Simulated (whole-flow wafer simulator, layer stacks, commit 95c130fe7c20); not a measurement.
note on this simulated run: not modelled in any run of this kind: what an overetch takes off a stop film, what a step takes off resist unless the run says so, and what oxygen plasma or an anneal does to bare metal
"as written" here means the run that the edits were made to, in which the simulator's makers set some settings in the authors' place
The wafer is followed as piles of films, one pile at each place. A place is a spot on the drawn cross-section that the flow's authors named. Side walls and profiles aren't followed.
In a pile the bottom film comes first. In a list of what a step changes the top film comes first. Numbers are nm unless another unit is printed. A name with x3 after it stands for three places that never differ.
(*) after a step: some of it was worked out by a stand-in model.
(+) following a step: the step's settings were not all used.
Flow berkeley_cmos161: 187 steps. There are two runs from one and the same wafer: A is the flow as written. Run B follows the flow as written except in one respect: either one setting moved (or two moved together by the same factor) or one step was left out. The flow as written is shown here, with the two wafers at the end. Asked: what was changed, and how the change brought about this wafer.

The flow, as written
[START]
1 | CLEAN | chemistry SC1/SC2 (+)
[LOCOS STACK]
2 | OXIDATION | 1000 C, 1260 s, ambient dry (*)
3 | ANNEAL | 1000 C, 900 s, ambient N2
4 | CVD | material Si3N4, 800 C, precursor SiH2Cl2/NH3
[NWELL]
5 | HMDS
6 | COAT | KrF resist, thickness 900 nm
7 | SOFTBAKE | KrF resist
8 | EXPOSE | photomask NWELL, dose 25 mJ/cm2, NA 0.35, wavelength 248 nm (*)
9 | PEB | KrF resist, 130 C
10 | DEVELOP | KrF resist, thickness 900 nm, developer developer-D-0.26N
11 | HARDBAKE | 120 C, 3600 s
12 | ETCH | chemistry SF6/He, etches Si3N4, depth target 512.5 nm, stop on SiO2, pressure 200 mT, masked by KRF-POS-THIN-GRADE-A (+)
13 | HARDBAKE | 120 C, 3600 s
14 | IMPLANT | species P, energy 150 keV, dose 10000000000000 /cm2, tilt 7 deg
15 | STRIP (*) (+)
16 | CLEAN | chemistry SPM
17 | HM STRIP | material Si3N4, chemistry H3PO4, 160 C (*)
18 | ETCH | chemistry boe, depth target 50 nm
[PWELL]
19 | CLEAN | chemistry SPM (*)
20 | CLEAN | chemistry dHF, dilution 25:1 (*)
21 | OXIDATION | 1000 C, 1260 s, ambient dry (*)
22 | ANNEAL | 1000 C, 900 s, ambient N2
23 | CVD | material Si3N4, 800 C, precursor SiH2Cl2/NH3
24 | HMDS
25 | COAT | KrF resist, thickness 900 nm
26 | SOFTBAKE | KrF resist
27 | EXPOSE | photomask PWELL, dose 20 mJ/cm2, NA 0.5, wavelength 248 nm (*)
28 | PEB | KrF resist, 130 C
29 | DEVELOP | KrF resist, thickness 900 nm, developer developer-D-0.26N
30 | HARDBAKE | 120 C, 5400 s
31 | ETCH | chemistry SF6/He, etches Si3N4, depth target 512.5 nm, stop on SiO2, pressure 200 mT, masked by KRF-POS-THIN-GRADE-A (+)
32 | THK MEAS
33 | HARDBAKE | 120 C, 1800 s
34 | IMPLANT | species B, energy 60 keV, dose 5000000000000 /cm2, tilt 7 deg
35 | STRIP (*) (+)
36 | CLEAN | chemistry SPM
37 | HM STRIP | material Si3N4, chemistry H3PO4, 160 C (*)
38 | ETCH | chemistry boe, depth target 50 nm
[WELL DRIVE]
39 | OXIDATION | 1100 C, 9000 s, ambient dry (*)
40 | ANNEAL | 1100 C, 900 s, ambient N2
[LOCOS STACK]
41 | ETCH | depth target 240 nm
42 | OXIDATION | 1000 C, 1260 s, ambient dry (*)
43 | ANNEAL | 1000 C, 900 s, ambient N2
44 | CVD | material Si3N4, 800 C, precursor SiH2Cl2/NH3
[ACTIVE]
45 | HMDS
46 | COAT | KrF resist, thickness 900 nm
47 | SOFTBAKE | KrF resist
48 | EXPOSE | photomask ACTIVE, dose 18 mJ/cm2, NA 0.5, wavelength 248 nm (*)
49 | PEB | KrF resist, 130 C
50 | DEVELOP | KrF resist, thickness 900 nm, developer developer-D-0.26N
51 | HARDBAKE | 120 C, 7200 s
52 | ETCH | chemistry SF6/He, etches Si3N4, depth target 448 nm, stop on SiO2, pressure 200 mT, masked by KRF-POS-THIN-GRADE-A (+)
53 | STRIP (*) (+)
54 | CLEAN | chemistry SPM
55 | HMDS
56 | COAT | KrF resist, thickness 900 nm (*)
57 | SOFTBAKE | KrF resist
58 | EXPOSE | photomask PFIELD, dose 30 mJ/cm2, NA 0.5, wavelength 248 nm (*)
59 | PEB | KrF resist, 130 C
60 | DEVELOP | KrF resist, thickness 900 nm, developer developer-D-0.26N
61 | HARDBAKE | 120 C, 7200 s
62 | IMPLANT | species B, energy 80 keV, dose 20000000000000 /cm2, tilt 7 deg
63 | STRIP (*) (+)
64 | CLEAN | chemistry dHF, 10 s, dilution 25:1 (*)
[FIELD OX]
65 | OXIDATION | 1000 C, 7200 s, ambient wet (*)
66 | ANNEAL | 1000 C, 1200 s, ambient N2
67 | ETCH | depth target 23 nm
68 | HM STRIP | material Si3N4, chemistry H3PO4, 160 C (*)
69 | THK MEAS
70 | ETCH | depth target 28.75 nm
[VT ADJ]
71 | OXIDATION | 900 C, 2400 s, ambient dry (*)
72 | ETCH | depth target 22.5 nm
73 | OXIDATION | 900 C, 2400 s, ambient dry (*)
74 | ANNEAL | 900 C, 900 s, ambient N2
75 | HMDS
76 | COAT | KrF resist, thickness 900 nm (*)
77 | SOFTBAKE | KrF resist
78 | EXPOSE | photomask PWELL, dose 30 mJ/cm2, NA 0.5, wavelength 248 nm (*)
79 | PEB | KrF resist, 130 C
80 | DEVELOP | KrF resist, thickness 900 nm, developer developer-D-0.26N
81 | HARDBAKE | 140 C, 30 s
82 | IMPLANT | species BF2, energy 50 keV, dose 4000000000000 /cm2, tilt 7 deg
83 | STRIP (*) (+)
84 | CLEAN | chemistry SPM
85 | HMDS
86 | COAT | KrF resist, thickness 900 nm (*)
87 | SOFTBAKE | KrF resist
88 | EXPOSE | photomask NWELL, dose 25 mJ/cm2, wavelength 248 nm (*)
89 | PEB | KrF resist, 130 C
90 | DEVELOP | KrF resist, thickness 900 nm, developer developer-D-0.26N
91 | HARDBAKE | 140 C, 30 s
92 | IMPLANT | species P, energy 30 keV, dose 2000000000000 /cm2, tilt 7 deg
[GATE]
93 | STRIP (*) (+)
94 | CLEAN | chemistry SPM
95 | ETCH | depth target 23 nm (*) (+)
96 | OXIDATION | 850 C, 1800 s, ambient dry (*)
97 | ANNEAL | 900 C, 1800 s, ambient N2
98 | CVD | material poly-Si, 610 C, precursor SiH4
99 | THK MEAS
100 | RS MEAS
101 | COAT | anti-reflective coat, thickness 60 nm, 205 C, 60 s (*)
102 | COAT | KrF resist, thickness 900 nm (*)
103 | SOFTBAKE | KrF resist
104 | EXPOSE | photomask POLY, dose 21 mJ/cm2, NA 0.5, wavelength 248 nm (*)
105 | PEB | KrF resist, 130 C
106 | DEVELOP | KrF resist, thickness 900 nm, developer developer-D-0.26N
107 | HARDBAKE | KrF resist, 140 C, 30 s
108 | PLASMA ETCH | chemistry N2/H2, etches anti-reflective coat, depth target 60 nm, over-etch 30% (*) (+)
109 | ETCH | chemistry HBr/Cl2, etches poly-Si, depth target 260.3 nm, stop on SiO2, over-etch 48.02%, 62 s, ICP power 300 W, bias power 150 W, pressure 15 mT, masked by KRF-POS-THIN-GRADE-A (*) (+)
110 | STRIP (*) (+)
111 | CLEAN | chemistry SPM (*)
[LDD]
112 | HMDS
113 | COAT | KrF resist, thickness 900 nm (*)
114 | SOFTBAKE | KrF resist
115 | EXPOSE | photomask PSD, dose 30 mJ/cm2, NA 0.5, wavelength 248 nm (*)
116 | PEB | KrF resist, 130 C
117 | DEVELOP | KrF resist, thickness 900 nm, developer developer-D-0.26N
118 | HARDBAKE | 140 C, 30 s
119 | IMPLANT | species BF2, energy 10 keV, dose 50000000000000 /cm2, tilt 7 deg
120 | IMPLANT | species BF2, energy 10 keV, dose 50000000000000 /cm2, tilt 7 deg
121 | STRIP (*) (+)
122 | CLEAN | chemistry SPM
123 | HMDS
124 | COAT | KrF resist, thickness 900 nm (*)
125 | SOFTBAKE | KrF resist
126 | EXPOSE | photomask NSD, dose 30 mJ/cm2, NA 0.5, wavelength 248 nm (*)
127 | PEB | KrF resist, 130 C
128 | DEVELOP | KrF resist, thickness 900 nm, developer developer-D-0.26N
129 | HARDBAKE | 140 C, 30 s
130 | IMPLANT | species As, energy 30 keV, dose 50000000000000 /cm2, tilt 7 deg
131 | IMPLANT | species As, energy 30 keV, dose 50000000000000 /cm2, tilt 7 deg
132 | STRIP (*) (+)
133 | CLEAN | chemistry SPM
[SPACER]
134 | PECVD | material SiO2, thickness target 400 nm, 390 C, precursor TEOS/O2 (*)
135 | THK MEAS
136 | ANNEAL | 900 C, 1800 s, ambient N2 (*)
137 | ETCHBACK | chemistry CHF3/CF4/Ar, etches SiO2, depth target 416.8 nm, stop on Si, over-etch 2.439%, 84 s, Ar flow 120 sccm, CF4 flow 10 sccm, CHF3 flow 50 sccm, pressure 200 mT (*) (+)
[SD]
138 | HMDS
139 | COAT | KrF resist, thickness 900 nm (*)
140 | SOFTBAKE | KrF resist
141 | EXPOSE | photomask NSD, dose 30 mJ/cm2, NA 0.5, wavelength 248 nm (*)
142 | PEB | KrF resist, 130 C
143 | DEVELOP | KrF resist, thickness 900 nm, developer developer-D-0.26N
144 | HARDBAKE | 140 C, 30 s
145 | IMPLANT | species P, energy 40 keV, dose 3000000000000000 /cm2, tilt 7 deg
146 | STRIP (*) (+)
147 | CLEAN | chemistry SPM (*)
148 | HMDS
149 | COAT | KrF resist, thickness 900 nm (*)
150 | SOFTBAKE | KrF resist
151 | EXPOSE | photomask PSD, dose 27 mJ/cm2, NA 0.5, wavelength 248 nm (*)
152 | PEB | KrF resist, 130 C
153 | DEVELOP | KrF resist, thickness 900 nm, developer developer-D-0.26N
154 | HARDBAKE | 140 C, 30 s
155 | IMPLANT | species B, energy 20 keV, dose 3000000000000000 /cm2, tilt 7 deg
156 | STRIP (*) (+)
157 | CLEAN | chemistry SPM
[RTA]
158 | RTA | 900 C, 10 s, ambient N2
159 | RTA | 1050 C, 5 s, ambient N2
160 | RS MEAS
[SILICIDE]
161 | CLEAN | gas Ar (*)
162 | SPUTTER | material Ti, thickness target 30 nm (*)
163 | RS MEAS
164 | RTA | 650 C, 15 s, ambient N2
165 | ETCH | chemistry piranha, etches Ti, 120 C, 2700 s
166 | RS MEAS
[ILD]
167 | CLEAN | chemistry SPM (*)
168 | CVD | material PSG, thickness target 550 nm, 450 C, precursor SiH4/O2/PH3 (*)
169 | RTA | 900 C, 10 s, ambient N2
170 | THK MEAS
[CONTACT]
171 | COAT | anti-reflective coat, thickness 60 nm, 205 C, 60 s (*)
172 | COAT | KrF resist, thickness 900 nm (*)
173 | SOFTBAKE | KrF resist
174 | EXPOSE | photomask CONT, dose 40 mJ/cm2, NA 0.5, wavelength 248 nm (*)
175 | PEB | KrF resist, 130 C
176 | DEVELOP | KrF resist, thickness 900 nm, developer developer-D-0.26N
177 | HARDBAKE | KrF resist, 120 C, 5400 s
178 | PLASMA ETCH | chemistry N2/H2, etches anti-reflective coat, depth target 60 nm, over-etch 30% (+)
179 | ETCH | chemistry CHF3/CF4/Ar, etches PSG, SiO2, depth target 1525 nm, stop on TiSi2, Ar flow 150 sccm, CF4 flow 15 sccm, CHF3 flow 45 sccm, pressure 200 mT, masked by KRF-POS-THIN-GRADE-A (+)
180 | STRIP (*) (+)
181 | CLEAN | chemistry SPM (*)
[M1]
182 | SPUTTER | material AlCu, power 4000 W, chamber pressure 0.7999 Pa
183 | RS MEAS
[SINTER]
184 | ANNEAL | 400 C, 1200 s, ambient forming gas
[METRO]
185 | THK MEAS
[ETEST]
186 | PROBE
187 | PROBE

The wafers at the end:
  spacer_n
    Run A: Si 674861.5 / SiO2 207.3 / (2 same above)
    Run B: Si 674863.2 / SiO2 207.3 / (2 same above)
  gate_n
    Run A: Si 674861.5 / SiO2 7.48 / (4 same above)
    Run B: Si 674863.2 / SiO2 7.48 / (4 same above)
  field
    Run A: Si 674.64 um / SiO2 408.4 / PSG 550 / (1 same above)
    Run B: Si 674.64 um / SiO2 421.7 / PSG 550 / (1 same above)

Cause: step 72, ETCH: depth target 9.113 nm was run, though the flow has depth target 22.5 nm.

The path from the change to this, step by step:
  72 | ETCH | depth target 22.5 nm
      sd_n, spacer_n, gate_n, sd_p, spacer_p, gate_p, contact, m1: A SiO2 loses 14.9 (all of it) | B SiO2 loses 9.11
      field: A SiO2 loses 22.5 | B SiO2 loses 9.11
  73 | OXIDATION | 900 C, 2400 s, ambient dry (*)
      sd_n, spacer_n, gate_n, sd_p, spacer_p, gate_p, contact, m1: A SiO2 gains 14.9 (new film), Si loses 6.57 | B SiO2 gains 11, Si loses 4.85
  95 | ETCH | depth target 23 nm (*) (+)
      sd_n, spacer_n, gate_n, sd_p, spacer_p, gate_p, contact, m1: A SiO2 loses 14.9 (all of it) | B SiO2 loses 16.8 (all of it)
  101 | COAT | anti-reflective coat, thickness 60 nm, 205 C, 60 s (*)
      sd_n: A anti-reflective coat gains 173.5 (new film) | B anti-reflective coat gains 182.7 (new film)
      spacer_n: A anti-reflective coat gains 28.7 (new film) | B anti-reflective coat gains 26.6 (new film)
      (as well as at 4 more places)
  108 | PLASMA ETCH | chemistry N2/H2, etches anti-reflective coat, depth target 60 nm, over-etch 30% (*) (+)
      sd_n: A anti-reflective coat loses 173.5 (all of it), poly-Si loses 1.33 | B anti-reflective coat loses 182.7 (all of it), poly-Si loses 1.41
      spacer_n: A anti-reflective coat loses 28.7 (all of it), poly-Si loses 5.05 | B anti-reflective coat loses 26.6 (all of it), poly-Si loses 5.41
      (as well as at 2 more places)
  110 | STRIP (*) (+)
      gate_n: A chemical SiO2 gains 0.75 (new film), KrF resist loses 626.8 (all of it), anti-reflective coat loses 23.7 (all of it), poly-Si loses 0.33 | B chemical SiO2 gains 0.75 (new film), KrF resist loses 634.4 (all of it), anti-reflective coat loses 21.6 (all of it), poly-Si loses 0.33
      gate_p: A chemical SiO2 gains 0.75 (new film), KrF resist loses 598.2 (all of it), anti-reflective coat loses 27.9 (all of it), poly-Si loses 0.33 | B chemical SiO2 gains 0.75 (new film), KrF resist loses 602.7 (all of it), anti-reflective coat loses 26.8 (all of it), poly-Si loses 0.33
  171 | COAT | anti-reflective coat, thickness 60 nm, 205 C, 60 s (*)
      sd_n: A anti-reflective coat gains 149.7 (new film) | B anti-reflective coat gains 159.4 (new film)
      m1: A anti-reflective coat gains 97.8 (new film) | B anti-reflective coat gains 100.5 (new film)
  180 | STRIP (*) (+)
      sd_n: A KrF resist loses 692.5 (all of it), anti-reflective coat loses 149.7 (all of it) | B KrF resist loses 690.4 (all of it), anti-reflective coat loses 159.4 (all of it)
      m1: A KrF resist loses 739.9 (all of it), anti-reflective coat loses 97.8 (all of it) | B KrF resist loses 744.3 (all of it), anti-reflective coat loses 100.5 (all of it)
